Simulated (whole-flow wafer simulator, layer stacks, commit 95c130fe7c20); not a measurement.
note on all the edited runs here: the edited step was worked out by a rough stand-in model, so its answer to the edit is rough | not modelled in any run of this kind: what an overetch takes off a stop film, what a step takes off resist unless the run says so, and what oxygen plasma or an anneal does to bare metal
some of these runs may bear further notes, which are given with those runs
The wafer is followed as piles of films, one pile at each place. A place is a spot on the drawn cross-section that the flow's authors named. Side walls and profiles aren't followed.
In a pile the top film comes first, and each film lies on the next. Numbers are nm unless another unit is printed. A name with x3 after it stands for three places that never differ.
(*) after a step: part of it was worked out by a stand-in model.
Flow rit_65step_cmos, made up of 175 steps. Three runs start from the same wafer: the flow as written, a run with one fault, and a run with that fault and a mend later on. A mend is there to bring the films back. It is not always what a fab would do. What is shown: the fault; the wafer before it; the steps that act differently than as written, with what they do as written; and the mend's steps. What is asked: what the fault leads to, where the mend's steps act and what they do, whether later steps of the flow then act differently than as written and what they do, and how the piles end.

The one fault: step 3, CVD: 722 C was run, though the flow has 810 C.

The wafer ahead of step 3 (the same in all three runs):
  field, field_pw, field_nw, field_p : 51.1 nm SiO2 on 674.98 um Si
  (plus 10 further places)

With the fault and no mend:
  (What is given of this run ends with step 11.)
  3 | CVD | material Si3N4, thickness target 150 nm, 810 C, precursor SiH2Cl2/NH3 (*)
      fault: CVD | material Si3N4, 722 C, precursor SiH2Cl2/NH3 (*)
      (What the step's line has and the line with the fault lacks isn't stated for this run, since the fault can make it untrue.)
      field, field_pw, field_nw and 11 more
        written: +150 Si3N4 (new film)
        fault: +34.7 Si3N4 (new film)
  None of the later steps of the flow up to step 11 acts differently than as written at any place that is followed.
  After step 11, at field, field_pw, field_nw and 11 more, the piles differ from the flow's by more than 2% or 0.5 nm, whichever is larger.
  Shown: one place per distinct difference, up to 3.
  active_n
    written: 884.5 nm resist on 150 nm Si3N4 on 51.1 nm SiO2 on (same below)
    fault: 884.5 nm resist on 34.7 nm Si3N4 on 51.1 nm SiO2 on (same below)
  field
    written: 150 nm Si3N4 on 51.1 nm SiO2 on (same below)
    fault: 34.7 nm Si3N4 on 51.1 nm SiO2 on (same below)

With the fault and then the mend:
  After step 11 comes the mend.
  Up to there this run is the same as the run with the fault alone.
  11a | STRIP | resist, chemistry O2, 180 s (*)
      active_n, active_p, gate_n and 7 more
        -884.5 resist (all of it)
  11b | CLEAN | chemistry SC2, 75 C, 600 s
      does not change any film at any place that is followed
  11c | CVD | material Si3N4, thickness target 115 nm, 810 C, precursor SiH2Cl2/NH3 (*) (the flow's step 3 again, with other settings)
      field, field_pw, field_nw and 11 more
        +115 Si3N4
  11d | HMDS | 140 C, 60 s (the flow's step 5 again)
      does not change any film at any place that is followed
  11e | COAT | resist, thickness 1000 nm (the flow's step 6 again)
      field, field_pw, field_nw and 11 more
        +1000 resist (new film)
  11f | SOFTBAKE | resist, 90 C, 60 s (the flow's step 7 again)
      does not change any film at any place that is followed
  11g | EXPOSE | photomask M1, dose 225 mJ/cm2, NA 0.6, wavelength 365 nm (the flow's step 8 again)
      does not change any film at any place that is followed
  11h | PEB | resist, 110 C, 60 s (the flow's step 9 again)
      field, field_pw, field_nw and 11 more
        -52 resist
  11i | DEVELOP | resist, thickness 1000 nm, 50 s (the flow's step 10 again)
      field, field_pw, field_nw, field_p
        -948 resist (all of it)
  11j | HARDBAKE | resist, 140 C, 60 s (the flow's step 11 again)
      active_n, active_p, gate_n and 7 more
        -63.5 resist
  None of the later steps of the flow differs from how it acts as written, at any place that is followed, by more than 2% or 0.5 nm, whichever is larger.
  By the end, the piles equal the flow's at every place that both follow.
